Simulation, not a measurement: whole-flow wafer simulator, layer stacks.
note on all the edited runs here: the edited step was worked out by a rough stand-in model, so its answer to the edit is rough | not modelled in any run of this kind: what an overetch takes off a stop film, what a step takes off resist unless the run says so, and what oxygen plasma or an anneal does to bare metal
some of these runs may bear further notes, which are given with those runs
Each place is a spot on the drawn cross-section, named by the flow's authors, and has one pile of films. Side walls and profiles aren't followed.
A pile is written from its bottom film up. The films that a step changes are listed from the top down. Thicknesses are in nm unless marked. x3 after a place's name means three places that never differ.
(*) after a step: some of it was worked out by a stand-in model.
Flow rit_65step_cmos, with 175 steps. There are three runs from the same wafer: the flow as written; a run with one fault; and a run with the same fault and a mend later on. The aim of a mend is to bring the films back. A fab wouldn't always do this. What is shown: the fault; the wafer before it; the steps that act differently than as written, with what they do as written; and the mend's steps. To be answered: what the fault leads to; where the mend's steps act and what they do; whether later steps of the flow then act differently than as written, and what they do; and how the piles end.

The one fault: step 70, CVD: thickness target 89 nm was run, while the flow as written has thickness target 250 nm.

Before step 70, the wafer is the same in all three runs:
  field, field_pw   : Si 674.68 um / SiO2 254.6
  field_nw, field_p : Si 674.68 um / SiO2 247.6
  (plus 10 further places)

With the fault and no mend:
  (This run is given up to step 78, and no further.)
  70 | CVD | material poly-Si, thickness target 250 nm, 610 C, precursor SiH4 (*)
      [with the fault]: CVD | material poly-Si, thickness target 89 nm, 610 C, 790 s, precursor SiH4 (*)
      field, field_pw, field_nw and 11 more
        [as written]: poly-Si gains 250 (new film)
        [with the fault]: poly-Si gains 89 (new film)
  Every later step of the flow up to step 78 that is run acts as written, at every place that is followed, to within 2% or 0.5 nm, whichever is larger.
  The piles after step 78 differ from the flow's at field, field_pw, field_nw and 11 more by more than 2% or 0.5 nm, whichever is larger.
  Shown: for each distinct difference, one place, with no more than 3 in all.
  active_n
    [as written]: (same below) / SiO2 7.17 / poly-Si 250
    [with the fault]: (same below) / SiO2 7.17 / poly-Si 89
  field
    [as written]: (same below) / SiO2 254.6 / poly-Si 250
    [with the fault]: (same below) / SiO2 254.6 / poly-Si 89
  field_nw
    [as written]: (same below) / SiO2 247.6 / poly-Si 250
    [with the fault]: (same below) / SiO2 247.6 / poly-Si 89

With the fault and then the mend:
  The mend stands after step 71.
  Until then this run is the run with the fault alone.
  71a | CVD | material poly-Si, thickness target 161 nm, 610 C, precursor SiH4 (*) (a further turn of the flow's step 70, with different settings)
      field, field_pw, field_nw and 11 more
        poly-Si gains 161
  Every later step of the flow that is run acts as written at every place that is followed.
  The piles end the same as the flow's at every place that both follow.
